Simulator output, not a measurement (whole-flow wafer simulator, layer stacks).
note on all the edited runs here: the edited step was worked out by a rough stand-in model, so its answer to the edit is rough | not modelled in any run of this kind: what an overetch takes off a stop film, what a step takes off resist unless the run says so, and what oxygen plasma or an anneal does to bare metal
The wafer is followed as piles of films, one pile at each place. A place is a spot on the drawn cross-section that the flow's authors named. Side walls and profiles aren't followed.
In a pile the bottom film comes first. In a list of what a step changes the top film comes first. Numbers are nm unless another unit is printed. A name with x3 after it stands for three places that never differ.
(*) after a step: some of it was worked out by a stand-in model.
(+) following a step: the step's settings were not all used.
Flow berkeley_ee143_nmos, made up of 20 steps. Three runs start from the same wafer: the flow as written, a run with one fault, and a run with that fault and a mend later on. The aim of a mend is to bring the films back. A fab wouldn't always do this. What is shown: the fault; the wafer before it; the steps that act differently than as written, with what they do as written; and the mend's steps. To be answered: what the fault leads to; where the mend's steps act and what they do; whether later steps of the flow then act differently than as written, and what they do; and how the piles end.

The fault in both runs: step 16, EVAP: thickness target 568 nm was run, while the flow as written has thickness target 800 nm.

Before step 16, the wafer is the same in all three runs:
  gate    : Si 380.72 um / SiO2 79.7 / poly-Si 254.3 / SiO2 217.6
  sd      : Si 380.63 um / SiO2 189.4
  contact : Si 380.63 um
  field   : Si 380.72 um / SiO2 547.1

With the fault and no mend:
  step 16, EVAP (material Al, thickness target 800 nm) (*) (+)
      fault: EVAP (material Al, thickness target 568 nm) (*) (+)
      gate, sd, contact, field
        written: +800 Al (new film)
        fault: +568 Al (new film)
  Steps further on in the flow that do not act as written:
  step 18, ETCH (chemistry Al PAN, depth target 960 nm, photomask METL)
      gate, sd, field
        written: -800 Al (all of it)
        fault: -568 Al (all of it)
  At contact, the piles at the end differ from the flow's by more than 2% or 0.5 nm, whichever is larger.
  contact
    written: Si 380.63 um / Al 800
    fault: Si 380.63 um / Al 568

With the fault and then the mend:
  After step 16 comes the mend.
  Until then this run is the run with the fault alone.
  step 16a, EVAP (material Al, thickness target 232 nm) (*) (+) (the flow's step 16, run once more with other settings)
      gate, sd, contact, field
        +232 Al
  Later steps of the flow that are run all act as written at every place that is followed.
  The piles end the same as the flow's at every place that both follow.
